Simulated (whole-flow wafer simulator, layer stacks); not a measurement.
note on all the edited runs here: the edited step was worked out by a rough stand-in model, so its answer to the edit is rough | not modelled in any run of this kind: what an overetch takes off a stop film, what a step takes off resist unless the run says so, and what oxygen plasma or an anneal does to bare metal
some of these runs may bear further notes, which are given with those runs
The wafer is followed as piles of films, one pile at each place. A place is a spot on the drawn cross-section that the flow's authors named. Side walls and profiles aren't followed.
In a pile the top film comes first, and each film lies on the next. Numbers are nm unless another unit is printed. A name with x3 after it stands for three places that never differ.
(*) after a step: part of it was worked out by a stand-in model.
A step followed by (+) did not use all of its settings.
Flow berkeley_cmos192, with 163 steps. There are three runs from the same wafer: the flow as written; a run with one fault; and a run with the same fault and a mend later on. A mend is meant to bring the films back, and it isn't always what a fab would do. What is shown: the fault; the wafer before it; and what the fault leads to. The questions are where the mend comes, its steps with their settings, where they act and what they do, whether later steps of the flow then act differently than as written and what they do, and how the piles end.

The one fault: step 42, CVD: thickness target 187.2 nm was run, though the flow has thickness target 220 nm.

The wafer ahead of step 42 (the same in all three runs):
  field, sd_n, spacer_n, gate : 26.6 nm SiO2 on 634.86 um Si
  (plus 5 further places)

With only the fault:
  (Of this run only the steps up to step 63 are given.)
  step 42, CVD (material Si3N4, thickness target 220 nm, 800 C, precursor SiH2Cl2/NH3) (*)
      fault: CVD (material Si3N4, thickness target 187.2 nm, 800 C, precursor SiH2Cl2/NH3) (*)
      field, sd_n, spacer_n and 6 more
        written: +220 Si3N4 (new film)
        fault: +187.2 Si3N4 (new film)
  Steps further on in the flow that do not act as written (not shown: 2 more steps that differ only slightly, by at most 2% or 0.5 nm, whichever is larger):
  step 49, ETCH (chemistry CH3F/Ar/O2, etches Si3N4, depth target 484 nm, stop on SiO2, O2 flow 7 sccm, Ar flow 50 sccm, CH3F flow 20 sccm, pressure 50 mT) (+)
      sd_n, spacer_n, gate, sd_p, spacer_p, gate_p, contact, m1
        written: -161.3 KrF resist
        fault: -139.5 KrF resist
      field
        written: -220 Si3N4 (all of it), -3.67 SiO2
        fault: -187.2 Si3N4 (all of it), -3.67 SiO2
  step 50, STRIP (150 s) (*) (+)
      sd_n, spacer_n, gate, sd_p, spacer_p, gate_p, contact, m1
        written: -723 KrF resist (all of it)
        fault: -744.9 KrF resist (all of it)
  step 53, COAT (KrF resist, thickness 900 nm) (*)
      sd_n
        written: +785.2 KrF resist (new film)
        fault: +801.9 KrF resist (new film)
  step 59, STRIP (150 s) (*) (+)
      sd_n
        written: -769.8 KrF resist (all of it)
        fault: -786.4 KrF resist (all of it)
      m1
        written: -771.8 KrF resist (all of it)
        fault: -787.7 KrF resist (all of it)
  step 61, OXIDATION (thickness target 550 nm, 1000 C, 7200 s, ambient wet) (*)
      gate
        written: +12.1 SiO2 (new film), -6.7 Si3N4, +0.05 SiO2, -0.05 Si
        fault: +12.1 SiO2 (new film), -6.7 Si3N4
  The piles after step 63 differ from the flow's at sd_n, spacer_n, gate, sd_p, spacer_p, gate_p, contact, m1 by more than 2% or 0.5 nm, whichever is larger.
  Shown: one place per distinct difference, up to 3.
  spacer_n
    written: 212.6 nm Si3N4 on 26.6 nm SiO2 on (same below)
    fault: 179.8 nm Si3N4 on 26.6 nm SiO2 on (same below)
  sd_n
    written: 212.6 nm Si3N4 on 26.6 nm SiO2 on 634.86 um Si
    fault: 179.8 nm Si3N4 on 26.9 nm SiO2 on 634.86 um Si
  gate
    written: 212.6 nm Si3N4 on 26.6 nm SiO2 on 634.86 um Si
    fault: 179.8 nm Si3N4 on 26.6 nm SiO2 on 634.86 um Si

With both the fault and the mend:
  The mend follows step 42.
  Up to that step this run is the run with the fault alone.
  step 42a, ETCH (chemistry h3po4, depth target 215.3 nm)
      field, sd_n, spacer_n and 6 more
        -187.2 Si3N4 (all of it)
  step 42b, CLEAN (chemistry SPM) (a further turn of the flow's step 34)
      leaves every film unchanged at each place that is followed
  step 42c, CVD (material Si3N4, thickness target 220 nm, 800 C, precursor SiH2Cl2/NH3) (*) (a further turn of the flow's step 42)
      field, sd_n, spacer_n and 6 more
        +220 Si3N4 (new film)
  None of the later steps of the flow acts differently than as written at any place that is followed.
  By the end, the piles equal the flow's at every place that both follow.
